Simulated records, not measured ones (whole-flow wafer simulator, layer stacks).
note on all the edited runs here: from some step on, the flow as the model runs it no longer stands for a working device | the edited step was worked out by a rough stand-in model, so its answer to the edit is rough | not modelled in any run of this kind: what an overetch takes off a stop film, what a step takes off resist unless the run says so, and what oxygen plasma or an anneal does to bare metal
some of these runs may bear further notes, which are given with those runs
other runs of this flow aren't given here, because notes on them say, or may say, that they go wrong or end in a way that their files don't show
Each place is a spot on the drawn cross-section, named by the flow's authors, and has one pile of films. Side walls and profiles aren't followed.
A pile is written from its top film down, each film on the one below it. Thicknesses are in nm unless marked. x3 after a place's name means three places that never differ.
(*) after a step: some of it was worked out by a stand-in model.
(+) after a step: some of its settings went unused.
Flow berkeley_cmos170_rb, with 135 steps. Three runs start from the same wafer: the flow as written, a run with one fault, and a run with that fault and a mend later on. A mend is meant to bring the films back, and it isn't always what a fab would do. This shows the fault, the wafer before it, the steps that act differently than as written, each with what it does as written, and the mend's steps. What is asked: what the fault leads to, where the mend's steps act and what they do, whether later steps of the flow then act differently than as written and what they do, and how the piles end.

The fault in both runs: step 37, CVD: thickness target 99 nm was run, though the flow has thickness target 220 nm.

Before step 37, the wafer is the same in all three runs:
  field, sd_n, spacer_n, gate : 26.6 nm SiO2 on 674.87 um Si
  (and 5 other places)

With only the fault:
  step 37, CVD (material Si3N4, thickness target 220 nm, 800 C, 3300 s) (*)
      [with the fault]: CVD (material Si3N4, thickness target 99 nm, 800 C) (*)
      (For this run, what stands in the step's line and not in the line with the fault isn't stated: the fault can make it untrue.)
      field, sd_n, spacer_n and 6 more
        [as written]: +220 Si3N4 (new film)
        [with the fault]: +99 Si3N4 (new film)
  Steps further on in the flow that do not act as written (27 more steps, not shown, differ only slightly: by at most 2% or 0.5 nm, whichever is larger):
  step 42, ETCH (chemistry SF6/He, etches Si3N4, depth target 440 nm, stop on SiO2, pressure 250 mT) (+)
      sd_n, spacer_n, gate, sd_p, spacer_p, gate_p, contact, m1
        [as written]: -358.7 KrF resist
        [with the fault]: -161.4 KrF resist
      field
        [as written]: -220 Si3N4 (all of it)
        [with the fault]: -99 Si3N4 (all of it)
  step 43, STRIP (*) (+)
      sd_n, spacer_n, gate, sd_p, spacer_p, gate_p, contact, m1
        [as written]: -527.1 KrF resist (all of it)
        [with the fault]: -724.4 KrF resist (all of it)
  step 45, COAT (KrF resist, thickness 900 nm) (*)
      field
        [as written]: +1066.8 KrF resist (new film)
        [with the fault]: +975.1 KrF resist (new film)
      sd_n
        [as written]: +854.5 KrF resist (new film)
        [with the fault]: +879.5 KrF resist (new film)
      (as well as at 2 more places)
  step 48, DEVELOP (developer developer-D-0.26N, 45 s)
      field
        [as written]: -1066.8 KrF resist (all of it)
        [with the fault]: -975.1 KrF resist (all of it)
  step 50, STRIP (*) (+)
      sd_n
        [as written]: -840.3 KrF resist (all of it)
        [with the fault]: -865.3 KrF resist (all of it)
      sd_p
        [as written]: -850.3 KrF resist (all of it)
        [with the fault]: -869.8 KrF resist (all of it)
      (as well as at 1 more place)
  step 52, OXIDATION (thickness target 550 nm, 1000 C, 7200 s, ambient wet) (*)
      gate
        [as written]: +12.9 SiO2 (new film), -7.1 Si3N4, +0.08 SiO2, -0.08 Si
        [with the fault]: +12.9 SiO2 (new film), -7.1 Si3N4
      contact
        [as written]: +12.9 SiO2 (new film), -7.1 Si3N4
        [with the fault]: +12.9 SiO2 (new film), -7.1 Si3N4, +0.1 SiO2
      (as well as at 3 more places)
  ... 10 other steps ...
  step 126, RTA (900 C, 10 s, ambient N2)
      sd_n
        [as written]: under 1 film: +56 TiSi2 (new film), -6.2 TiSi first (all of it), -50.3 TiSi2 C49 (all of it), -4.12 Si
        [with the fault]: under 1 film: +46.9 TiSi2 (new film), -49.8 TiSi2 C49 (all of it)
  The piles end different from the flow's at sd_n by more than 2% or 0.5 nm, whichever is larger.
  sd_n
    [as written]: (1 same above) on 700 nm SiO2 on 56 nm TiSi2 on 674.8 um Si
    [with the fault]: (1 same above) on 700 nm SiO2 on 46.9 nm TiSi2 on 674.8 um Si

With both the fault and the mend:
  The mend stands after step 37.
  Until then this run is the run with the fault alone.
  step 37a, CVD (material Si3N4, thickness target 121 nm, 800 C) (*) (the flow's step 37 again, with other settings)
      field, sd_n, spacer_n and 6 more
        +121 Si3N4
  Later steps of the flow that are run all act as written at every place that is followed.
  At every place that both follow, the piles at the end match the flow's.
